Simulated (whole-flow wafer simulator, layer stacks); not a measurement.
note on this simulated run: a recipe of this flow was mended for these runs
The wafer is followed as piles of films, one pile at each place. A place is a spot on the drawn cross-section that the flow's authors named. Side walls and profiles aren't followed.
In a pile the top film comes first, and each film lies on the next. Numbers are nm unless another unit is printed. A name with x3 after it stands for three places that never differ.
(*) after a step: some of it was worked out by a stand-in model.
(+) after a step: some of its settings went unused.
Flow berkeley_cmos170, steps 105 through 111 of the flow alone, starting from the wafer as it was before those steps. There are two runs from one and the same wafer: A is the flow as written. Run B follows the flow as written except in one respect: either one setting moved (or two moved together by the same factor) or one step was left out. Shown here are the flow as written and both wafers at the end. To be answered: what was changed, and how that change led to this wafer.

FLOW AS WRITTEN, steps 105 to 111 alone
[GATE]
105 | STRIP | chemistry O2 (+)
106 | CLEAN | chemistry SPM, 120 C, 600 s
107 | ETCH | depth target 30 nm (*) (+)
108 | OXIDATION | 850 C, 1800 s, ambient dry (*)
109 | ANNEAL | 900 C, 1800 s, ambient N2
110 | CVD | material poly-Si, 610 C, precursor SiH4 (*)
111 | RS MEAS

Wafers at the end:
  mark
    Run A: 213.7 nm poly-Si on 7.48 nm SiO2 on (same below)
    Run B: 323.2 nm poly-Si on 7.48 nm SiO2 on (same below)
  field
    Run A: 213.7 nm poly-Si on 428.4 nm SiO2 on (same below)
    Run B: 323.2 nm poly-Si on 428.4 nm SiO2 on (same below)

What caused this: step 110, CVD: 633 C was run, whereas the flow has 610 C.

How this came from the change, step by step:
  110 | CVD | material poly-Si, 610 C, precursor SiH4 (*)
      field, mark, sd_n and 10 more: A +213.7 poly-Si (new film) | B +323.2 poly-Si (new film)
